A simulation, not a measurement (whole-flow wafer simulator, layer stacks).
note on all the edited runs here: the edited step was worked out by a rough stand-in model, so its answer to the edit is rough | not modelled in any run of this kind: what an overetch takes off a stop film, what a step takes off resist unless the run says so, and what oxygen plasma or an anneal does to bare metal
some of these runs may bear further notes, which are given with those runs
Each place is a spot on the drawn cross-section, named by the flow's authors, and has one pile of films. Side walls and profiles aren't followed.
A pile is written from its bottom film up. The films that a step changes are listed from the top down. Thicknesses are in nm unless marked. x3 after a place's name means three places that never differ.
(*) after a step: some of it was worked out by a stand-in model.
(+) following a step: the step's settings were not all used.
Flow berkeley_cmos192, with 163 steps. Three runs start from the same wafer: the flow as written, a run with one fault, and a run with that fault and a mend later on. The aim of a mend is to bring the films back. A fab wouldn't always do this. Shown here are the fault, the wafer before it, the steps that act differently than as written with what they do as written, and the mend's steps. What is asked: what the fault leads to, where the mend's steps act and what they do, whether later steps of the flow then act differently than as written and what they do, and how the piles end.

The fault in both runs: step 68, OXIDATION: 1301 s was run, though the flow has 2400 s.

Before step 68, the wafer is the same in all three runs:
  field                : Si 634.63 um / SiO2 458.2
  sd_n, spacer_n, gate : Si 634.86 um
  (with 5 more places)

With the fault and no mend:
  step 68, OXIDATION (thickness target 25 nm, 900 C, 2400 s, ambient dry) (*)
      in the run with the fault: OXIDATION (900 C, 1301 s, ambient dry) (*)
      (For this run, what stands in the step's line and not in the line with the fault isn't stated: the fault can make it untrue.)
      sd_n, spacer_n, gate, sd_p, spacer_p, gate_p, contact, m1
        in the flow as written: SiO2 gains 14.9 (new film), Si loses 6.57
        in the run with the fault: SiO2 gains 10.2 (new film), Si loses 4.47
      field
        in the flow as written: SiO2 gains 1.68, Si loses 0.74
        in the run with the fault: SiO2 gains 0.91, Si loses 0.4
  Steps later in the flow that act otherwise than as written (37 more steps, not shown, differ only slightly: by at most 2% or 0.5 nm, whichever is larger):
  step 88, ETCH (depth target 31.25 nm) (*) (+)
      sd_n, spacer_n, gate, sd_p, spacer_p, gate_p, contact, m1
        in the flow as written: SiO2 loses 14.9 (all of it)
        in the run with the fault: SiO2 loses 10.2 (all of it)
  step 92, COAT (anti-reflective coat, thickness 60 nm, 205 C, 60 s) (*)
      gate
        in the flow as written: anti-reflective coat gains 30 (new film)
        in the run with the fault: anti-reflective coat gains 30.7 (new film)
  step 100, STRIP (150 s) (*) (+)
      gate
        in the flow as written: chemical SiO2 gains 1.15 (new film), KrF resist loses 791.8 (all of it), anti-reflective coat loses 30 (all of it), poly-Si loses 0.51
        in the run with the fault: chemical SiO2 gains 1.15 (new film), KrF resist loses 789.7 (all of it), anti-reflective coat loses 30.7 (all of it), poly-Si loses 0.51
  When the end is reached, the piles differ only a little from the flow's at the places that both follow, at most by 2% or 0.5 nm, whichever is larger.

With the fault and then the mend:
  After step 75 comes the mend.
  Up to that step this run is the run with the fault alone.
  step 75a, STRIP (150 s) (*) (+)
      sd_p
        KrF resist loses 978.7 (all of it)
      spacer_p
        KrF resist loses 960.1 (all of it)
      gate_p
        KrF resist loses 959.2 (all of it)
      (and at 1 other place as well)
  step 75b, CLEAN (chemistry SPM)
      alters no film at any place that is followed
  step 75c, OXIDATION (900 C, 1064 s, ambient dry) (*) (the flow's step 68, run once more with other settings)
      sd_n, spacer_n, gate, sd_p, spacer_p, gate_p, contact, m1
        SiO2 gains 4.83, Si loses 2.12
      field
        SiO2 gains 0.74, Si loses 0.33
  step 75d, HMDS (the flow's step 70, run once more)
      alters no film at any place that is followed
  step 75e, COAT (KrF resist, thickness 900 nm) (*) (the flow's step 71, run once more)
      spacer_n, gate
        KrF resist gains 978.6 (new film)
      field
        KrF resist gains 842.4 (new film)
      sd_n
        KrF resist gains 1013.2 (new film)
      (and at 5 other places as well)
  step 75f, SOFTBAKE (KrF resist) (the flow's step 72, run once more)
      alters no film at any place that is followed
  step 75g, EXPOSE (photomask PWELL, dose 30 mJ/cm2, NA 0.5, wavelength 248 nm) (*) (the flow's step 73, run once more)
      alters no film at any place that is followed
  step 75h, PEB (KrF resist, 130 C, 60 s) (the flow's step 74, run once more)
      sd_n, m1
        KrF resist loses 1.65
      spacer_n, gate
        KrF resist loses 1.58
      spacer_p, gate_p
        KrF resist loses 1.57
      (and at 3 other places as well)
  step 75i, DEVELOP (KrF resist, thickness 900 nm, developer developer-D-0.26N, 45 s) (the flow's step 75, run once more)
      sd_p, spacer_p, gate_p, m1
        KrF resist loses 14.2
      spacer_n, gate
        KrF resist loses 977 (all of it)
      field
        KrF resist loses 841.1 (all of it)
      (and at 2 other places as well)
  Later steps of the flow that are run all act as written at every place that is followed, up to a difference of at most 2% or 0.5 nm, whichever is larger.
  At every place that both follow, the piles at the end match the flow's.
